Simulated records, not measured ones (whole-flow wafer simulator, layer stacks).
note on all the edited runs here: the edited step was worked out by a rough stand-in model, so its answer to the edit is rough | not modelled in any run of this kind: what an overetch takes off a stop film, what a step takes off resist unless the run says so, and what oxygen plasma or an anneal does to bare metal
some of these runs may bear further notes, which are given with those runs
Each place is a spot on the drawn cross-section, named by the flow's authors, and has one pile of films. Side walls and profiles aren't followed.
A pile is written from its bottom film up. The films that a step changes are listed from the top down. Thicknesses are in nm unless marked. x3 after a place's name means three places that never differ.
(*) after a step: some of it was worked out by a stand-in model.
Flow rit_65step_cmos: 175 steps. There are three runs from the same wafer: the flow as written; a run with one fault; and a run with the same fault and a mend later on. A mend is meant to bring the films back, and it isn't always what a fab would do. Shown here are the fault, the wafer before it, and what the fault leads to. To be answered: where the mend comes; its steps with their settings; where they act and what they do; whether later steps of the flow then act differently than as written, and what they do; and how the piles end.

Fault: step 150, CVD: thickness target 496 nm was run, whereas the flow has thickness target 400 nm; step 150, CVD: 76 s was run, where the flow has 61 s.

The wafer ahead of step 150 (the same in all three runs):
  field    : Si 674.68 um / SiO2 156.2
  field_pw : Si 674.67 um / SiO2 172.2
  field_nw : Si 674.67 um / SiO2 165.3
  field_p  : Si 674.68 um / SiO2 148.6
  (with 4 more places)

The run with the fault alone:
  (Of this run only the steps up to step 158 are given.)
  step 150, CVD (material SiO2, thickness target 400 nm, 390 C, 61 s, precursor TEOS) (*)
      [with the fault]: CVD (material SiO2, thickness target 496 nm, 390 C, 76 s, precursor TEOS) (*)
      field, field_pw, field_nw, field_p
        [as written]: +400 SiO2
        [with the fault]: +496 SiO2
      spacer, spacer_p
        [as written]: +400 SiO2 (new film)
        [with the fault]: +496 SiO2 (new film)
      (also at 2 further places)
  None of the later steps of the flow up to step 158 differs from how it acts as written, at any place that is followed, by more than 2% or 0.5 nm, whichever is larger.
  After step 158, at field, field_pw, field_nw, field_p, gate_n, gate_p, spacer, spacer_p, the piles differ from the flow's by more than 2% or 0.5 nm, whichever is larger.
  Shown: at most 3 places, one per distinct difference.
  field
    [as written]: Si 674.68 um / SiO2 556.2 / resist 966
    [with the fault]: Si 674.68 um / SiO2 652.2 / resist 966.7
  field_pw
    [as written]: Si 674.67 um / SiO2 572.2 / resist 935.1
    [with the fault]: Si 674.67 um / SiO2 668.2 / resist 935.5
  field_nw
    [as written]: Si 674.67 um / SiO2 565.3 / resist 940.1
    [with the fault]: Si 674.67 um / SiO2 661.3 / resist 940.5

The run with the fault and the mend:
  The mend stands after step 151.
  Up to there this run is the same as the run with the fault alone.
  step 151a, ETCH (chemistry boe, depth target 97.39 nm)
      field, field_pw, field_nw, field_p, gate_n, gate_p, spacer, spacer_p
        -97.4 SiO2
  None of the later steps of the flow differs from how it acts as written, at any place that is followed, by more than 2% or 0.5 nm, whichever is larger.
  When the end is reached, the piles differ only a little from the flow's at the places that both follow, at most by 2% or 0.5 nm, whichever is larger.
